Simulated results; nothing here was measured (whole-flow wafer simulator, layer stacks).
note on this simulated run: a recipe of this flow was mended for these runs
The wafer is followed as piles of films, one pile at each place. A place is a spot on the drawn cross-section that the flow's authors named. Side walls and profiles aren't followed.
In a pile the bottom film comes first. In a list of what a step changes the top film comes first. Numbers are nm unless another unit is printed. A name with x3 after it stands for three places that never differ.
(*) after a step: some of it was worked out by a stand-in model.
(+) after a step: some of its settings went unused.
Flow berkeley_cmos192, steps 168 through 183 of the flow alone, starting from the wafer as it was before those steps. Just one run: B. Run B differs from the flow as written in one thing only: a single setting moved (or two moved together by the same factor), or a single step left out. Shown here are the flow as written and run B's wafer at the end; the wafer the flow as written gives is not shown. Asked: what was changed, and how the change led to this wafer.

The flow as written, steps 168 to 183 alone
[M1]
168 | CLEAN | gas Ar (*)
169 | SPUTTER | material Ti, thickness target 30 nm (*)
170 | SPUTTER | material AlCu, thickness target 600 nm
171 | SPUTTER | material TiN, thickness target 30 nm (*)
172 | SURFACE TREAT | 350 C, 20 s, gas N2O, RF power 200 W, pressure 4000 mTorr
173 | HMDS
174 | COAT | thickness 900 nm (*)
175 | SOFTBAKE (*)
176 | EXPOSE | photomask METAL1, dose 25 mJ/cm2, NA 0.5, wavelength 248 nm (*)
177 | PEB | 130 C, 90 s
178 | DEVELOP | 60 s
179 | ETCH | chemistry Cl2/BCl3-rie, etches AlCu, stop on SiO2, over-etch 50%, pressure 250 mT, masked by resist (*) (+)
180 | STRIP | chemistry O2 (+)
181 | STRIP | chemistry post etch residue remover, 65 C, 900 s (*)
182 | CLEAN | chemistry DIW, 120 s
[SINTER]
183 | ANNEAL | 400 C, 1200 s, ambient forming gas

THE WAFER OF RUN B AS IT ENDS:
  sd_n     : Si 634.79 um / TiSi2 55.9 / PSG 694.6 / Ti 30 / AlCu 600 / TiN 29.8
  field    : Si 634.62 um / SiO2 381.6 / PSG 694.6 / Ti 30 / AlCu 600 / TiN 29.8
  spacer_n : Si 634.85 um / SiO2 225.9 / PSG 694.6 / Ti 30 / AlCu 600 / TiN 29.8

The reason: step 179, ETCH: chemistry Cl2/BCl3-rie, etches AlCu, stop on SiO2, over-etch 50%, pressure 250 mT, masked by resist (*) (+), was omitted.

The path from the change to this, step by step:
  180 | STRIP | chemistry O2 (+)
      contact: -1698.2 KrF-resist (all of it) (it would be, as written: -1203.2 KrF-resist (all of it))
      m1: -891.5 KrF-resist (all of it) (it would be, as written: -396.5 KrF-resist (all of it))
If metal films that touch count as one body, sd_n has 1 body; the flow as written gives 0 bodies.
If metal films that touch count as one body, field has 1 body; the flow as written gives 0 bodies.
If metal films that touch count as one body, spacer_n has 1 body; the flow as written gives 0 bodies.
